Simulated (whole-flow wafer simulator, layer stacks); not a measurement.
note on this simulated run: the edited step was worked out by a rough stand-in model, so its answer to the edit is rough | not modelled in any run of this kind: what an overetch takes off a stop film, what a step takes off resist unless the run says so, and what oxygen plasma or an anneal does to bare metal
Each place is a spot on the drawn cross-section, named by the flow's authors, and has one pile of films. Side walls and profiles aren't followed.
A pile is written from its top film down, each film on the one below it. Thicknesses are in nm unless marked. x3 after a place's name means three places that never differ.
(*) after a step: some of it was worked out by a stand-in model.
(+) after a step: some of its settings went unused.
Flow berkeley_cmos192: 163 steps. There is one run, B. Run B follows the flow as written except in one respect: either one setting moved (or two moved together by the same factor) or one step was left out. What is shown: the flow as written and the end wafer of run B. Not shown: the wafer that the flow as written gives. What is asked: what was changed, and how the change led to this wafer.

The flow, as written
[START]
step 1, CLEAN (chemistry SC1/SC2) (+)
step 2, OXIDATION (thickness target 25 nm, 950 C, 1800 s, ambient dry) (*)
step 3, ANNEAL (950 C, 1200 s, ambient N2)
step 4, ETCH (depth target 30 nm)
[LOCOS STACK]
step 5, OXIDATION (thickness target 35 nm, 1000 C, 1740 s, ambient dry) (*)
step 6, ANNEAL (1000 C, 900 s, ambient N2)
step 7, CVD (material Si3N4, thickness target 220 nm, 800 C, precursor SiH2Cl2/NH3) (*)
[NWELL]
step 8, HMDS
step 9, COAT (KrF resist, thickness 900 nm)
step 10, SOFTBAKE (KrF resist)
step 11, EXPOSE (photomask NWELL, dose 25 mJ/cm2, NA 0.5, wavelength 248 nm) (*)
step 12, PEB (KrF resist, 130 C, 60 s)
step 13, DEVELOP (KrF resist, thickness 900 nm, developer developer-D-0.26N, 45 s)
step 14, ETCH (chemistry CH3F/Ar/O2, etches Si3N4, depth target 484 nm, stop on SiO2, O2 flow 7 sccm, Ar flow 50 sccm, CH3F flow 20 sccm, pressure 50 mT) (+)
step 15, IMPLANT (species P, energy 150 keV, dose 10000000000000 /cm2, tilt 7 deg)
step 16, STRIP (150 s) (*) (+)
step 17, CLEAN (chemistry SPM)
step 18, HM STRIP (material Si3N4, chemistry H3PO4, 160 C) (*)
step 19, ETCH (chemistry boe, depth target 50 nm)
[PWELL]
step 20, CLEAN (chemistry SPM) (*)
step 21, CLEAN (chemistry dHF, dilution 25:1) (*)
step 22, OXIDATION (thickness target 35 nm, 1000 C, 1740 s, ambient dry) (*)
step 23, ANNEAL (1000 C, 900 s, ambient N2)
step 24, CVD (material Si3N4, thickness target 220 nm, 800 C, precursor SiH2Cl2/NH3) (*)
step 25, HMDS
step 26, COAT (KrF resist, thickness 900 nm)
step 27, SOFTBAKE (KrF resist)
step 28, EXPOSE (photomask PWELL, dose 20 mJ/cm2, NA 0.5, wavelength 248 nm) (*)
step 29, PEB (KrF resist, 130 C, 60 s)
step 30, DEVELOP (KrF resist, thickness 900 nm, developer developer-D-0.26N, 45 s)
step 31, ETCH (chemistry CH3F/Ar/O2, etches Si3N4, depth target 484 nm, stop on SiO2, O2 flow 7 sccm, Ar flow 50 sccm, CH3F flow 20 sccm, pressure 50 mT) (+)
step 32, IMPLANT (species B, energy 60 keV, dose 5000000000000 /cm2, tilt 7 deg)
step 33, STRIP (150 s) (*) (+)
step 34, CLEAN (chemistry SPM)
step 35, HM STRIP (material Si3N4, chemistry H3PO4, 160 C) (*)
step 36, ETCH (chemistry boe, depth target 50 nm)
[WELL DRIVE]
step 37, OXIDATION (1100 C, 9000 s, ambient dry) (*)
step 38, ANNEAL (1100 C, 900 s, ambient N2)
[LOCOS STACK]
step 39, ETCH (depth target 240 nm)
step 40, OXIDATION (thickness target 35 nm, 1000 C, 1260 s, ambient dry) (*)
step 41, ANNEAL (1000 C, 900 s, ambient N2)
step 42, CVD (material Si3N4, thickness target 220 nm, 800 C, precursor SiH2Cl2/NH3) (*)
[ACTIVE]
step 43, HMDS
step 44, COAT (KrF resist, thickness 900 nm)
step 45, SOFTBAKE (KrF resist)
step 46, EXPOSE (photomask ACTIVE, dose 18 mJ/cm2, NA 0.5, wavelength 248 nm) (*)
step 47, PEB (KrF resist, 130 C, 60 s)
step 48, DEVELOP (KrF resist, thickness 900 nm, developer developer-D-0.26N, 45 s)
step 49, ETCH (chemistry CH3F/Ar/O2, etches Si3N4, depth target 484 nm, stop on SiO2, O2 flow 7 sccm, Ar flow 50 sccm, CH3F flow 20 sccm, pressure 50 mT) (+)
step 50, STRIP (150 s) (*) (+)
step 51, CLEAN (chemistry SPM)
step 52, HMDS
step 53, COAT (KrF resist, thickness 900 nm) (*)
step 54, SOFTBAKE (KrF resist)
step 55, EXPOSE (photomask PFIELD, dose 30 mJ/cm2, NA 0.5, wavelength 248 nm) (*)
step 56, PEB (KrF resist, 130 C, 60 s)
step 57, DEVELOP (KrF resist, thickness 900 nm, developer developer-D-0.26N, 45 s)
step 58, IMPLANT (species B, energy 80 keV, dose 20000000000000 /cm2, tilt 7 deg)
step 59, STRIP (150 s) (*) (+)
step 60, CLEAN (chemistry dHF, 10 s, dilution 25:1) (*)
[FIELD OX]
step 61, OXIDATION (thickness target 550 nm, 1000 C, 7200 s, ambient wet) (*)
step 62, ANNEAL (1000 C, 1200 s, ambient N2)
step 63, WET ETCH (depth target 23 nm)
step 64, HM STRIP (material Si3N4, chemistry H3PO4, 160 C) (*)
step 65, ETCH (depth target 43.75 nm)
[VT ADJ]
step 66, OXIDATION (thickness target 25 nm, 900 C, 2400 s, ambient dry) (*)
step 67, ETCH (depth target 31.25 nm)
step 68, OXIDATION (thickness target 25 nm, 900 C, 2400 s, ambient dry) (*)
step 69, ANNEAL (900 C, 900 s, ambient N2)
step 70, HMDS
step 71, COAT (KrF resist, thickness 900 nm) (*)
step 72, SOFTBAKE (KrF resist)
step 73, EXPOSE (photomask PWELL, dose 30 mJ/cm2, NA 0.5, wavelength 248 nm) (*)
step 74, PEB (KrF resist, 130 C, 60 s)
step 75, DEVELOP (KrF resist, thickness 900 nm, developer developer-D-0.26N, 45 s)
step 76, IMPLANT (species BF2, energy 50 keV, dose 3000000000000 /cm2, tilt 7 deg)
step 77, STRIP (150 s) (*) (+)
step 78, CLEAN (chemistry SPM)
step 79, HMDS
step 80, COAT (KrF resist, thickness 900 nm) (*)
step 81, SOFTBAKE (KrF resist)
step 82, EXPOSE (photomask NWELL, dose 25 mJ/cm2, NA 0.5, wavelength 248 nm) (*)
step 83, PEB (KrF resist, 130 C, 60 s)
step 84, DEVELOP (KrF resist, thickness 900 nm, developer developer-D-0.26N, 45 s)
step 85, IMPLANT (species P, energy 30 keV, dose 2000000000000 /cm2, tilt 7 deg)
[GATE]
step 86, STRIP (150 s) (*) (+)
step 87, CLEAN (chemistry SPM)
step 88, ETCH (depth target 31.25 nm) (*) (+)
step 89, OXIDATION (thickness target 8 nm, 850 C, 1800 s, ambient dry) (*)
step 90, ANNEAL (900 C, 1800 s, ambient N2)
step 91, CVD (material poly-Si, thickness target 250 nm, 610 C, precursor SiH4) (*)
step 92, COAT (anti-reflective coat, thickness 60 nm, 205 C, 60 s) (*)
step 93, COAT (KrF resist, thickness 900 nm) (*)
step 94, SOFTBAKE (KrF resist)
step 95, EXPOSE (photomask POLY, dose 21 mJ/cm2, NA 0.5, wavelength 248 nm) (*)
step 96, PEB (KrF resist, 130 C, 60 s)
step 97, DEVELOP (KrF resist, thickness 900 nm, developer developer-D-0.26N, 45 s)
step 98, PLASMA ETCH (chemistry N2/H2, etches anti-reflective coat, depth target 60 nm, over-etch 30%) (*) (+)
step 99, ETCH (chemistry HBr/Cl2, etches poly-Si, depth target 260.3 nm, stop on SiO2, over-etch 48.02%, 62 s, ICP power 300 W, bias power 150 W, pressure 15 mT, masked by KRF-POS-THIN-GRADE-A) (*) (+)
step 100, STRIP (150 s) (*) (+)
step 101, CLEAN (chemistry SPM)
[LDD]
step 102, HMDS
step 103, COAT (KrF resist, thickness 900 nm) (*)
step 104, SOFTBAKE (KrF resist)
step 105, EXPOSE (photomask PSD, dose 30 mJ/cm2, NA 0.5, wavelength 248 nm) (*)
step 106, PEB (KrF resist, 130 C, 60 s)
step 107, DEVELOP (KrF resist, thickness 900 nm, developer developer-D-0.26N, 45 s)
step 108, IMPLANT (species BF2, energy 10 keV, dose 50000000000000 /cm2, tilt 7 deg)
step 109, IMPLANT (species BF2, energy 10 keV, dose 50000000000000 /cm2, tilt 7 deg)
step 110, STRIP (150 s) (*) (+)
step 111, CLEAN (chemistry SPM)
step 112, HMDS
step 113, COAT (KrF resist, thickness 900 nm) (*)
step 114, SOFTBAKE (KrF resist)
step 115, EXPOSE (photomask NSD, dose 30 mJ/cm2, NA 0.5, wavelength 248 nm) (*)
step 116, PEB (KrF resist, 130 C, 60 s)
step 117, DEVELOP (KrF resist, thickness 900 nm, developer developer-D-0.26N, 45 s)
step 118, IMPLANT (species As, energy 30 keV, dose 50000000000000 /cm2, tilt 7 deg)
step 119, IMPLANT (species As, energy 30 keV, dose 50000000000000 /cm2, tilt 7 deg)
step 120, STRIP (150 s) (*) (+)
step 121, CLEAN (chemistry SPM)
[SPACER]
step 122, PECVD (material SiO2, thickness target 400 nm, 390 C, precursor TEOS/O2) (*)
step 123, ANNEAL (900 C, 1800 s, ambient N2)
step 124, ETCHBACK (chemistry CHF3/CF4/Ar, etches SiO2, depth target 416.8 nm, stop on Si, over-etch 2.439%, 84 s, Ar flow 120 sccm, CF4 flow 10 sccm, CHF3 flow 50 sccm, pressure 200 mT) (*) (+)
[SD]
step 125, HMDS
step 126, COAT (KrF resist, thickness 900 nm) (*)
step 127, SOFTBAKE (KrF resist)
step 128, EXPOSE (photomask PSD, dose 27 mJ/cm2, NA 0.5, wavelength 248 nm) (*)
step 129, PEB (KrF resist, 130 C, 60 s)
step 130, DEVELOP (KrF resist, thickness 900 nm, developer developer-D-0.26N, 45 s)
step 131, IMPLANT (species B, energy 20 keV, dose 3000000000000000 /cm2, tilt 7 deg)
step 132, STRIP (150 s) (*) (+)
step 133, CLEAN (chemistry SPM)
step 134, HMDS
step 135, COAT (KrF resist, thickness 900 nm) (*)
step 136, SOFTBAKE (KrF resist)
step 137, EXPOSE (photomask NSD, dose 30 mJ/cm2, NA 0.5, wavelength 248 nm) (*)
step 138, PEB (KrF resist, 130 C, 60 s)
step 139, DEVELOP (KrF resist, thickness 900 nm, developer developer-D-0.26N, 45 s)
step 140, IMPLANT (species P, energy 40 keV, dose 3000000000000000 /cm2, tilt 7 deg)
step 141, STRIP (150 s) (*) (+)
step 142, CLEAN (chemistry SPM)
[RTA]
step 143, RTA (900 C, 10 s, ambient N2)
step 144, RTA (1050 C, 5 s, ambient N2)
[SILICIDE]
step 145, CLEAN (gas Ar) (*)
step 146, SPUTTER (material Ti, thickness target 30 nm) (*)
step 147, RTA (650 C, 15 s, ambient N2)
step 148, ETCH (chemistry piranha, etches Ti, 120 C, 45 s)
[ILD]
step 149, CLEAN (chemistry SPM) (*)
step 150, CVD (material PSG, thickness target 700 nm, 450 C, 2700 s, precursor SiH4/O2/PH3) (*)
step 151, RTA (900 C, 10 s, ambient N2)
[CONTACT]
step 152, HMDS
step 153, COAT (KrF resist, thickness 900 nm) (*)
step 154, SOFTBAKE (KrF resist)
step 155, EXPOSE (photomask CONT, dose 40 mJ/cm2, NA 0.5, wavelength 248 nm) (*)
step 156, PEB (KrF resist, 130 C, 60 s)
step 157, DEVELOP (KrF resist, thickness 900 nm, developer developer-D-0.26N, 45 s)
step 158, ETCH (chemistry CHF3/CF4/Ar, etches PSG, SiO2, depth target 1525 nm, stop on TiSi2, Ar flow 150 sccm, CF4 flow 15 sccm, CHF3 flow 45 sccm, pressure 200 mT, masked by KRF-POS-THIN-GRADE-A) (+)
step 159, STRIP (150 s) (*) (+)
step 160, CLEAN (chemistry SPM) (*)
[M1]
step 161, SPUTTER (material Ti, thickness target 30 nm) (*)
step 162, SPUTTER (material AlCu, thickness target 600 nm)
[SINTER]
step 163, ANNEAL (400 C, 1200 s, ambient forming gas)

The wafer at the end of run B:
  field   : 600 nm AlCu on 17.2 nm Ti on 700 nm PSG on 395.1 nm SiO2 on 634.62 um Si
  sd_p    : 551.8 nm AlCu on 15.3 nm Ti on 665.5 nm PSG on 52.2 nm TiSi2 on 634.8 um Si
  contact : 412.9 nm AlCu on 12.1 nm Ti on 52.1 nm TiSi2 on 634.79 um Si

The reason: step 161, SPUTTER: thickness target 17.22 nm was run, whereas the flow has thickness target 30 nm.
The wafer lets one read it off: field has Ti 17.2, and step 161 as written asks for 30 nm.

Step by step, how the change led to this:
  step 161, SPUTTER (material Ti, thickness target 30 nm) (*)
      field, sd_n, spacer_n, gate, spacer_p, gate_p, m1: +17.2 Ti (new film) (it would be, as written: +30 Ti (new film))
      sd_p: +15.3 Ti (new film) (it would be, as written: +26.6 Ti (new film))
      (also at 1 further place)
